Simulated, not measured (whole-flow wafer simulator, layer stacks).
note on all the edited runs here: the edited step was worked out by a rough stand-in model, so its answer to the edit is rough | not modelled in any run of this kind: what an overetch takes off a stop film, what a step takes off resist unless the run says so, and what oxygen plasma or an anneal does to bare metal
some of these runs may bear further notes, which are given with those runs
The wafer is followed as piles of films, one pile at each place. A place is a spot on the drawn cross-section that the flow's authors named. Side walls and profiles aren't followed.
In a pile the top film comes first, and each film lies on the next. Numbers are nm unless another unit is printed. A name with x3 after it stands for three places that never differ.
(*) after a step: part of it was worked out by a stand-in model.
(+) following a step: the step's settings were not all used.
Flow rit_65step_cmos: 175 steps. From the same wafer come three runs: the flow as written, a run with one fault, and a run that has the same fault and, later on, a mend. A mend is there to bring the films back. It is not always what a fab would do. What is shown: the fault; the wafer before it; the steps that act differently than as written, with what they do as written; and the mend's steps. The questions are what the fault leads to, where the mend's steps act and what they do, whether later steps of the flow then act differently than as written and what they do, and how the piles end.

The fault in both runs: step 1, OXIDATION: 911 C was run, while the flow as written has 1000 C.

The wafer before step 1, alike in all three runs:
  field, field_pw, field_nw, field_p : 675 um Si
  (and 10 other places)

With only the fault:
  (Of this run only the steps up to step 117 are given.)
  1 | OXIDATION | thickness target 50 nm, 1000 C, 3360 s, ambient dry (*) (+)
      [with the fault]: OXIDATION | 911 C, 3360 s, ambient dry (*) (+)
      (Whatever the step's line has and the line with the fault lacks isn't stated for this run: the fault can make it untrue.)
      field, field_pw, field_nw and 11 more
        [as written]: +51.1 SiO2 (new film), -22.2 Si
        [with the fault]: +23.8 SiO2 (new film), -10.2 Si
  Later steps of the flow acting differently than as written (37 more steps, not shown, differ only slightly: by at most 2% or 0.5 nm, whichever is larger):
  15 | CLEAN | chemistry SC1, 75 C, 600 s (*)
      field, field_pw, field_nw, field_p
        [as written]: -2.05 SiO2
        [with the fault]: +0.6 chemical SiO2 (new film), -0.73 SiO2 (all of it), -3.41 Si
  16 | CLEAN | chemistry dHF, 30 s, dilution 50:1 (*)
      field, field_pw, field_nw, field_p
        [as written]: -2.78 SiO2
        [with the fault]: -0.6 chemical SiO2 (all of it)
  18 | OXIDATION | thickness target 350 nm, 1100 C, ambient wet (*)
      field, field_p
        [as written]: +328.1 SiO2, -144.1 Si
        [with the fault]: +346.8 SiO2 (new film), -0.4 chemical SiO2 (all of it), -152.1 Si
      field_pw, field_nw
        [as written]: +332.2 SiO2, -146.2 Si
        [with the fault]: +350 SiO2 (new film), -0.4 chemical SiO2 (all of it), -153.8 Si
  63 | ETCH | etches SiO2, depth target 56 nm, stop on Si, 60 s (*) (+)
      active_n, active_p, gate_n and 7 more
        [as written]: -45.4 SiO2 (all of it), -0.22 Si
        [with the fault]: -18.1 SiO2 (all of it), -0.78 Si
  Once step 117 is done, the piles differ only a little from the flow's at the places that both follow, at most by 2% or 0.5 nm, whichever is larger.

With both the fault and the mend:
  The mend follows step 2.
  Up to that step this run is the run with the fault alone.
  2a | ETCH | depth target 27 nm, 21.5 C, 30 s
      field, field_pw, field_nw and 11 more
        -23.8 SiO2 (all of it)
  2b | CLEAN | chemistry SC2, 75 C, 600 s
      field, field_pw, field_nw and 11 more
        +0.4 chemical SiO2 (new film), -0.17 Si
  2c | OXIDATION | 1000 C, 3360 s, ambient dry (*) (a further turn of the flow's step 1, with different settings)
      field, field_pw, field_nw and 11 more
        +51 SiO2 (new film), -0.4 chemical SiO2 (all of it), -22.3 Si
  Later steps of the flow acting differently than as written (17 more steps, not shown, differ only slightly: by at most 2% or 0.5 nm, whichever is larger):
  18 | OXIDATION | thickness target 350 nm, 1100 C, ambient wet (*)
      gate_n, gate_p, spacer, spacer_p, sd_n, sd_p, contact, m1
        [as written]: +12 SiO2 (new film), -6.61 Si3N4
        [with the mend]: +12 SiO2 (new film), -6.61 Si3N4, +0.03 SiO2
  When the end is reached, the piles differ only a little from the flow's at the places that both follow, at most by 2% or 0.5 nm, whichever is larger.
